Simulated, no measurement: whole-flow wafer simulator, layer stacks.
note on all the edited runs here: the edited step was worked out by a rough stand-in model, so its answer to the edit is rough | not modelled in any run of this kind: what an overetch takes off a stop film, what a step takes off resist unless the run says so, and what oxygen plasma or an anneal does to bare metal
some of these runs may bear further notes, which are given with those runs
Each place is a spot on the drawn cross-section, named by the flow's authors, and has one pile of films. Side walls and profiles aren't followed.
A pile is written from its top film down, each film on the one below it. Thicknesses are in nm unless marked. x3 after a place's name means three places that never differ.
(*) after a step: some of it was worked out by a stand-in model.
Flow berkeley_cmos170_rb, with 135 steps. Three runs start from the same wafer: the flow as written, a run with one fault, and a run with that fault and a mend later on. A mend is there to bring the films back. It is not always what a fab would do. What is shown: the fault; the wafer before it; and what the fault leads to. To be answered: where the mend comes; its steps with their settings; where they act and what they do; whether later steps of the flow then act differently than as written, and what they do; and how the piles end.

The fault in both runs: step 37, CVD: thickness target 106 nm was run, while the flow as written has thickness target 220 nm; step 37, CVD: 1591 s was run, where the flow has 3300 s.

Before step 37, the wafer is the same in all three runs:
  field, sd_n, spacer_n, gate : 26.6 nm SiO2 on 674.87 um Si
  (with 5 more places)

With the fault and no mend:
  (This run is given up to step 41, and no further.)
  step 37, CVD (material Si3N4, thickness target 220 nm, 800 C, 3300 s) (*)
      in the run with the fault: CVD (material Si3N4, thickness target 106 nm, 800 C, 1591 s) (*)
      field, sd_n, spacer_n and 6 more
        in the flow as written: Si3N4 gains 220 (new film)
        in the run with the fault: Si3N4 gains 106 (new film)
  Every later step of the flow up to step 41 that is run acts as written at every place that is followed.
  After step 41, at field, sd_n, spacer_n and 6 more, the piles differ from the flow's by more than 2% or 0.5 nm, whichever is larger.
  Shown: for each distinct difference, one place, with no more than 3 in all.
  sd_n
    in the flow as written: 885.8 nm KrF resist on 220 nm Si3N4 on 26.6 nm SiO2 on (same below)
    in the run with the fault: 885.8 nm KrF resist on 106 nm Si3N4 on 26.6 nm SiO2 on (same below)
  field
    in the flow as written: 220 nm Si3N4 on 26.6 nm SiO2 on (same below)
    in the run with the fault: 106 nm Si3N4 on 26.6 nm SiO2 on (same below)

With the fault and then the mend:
  The mend stands after step 37.
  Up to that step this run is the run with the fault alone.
  step 37a, CVD (material Si3N4, thickness target 114 nm, 800 C, 1709 s) (*) (the flow's step 37 again, with other settings)
      field, sd_n, spacer_n and 6 more
        Si3N4 gains 114
  Every later step of the flow that is run acts as written at every place that is followed.
  The piles end the same as the flow's at every place that both follow.
